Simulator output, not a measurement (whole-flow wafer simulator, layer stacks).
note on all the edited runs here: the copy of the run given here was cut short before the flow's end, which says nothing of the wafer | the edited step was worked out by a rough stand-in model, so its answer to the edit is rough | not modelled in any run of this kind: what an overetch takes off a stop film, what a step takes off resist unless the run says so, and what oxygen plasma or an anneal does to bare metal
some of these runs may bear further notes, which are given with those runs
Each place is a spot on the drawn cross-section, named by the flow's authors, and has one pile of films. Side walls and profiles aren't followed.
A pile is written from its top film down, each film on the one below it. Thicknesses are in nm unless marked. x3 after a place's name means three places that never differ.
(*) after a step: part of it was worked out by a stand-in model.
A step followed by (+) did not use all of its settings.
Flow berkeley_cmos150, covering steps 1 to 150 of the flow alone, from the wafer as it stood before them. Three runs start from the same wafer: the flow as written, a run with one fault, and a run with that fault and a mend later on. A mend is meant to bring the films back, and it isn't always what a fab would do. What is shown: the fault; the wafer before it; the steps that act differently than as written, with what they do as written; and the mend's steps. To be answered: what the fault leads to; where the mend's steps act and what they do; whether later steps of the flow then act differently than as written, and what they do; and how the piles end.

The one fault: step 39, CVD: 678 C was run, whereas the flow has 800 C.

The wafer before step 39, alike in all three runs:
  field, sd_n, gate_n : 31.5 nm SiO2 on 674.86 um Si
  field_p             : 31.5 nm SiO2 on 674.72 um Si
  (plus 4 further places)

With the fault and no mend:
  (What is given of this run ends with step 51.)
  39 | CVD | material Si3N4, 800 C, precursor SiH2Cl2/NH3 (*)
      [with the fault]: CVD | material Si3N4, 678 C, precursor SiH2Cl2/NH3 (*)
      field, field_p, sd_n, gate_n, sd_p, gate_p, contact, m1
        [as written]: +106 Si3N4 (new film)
        [with the fault]: +13.2 Si3N4 (new film)
  Steps further on in the flow that do not act as written:
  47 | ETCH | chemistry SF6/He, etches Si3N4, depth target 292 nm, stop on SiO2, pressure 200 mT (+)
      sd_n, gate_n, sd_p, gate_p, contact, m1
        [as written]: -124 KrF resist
        [with the fault]: -23 KrF resist
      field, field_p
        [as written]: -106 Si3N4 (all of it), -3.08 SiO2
        [with the fault]: -13.2 Si3N4 (all of it), -3.08 SiO2
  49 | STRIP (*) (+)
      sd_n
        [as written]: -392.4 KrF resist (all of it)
        [with the fault]: -493.3 KrF resist (all of it)
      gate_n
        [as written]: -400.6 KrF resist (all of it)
        [with the fault]: -501.6 KrF resist (all of it)
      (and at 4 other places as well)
  Once step 51 is done, the piles at sd_n, gate_n, sd_p, gate_p, contact, m1 depart from the flow's by more than 2% or 0.5 nm, whichever is larger.
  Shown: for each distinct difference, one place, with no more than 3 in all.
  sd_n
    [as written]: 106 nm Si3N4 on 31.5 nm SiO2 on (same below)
    [with the fault]: 13.2 nm Si3N4 on 31.5 nm SiO2 on (same below)

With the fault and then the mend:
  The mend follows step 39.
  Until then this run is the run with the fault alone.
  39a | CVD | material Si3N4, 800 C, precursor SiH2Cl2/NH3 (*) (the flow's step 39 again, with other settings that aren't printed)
      field, field_p, sd_n, gate_n, sd_p, gate_p, contact, m1
        +92.9 Si3N4
  Every later step of the flow that is run acts as written, at every place that is followed, to within 2% or 0.5 nm, whichever is larger.
  The piles end the same as the flow's at every place that both follow.
